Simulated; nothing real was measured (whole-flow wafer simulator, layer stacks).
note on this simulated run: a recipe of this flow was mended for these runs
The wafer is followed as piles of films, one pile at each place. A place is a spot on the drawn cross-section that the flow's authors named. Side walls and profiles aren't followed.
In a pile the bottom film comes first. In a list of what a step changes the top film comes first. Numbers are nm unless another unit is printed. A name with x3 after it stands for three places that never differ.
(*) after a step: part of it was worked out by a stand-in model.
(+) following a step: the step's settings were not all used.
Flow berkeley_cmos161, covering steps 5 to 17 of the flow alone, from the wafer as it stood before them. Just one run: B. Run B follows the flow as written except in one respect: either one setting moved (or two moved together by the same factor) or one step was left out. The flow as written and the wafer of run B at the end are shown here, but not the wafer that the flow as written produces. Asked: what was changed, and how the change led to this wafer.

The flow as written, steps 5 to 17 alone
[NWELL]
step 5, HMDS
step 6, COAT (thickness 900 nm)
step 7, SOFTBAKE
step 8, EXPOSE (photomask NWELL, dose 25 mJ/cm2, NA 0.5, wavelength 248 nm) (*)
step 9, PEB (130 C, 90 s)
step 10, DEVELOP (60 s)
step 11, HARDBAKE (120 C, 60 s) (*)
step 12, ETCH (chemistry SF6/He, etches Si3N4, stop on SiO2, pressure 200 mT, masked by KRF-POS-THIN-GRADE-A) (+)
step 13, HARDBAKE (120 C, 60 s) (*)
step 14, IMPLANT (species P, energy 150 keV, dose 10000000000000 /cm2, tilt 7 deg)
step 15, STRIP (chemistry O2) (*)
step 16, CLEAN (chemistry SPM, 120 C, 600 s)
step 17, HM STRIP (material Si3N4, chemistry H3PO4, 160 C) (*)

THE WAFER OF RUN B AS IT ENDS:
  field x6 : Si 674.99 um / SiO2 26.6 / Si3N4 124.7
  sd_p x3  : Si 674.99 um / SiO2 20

Cause: step 17, HM STRIP: 128 C was run, while the flow as written has 160 C.

Step by step, how the change led to this:
  step 17, HM STRIP (material Si3N4, chemistry H3PO4, 160 C) (*)
      field x6: Si3N4 loses 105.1 (as written it would have been: Si3N4 loses 229.8 (all of it), SiO2 loses 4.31)
      sd_p x3: SiO2 loses 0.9 (as written it would have been: SiO2 loses 11.6)
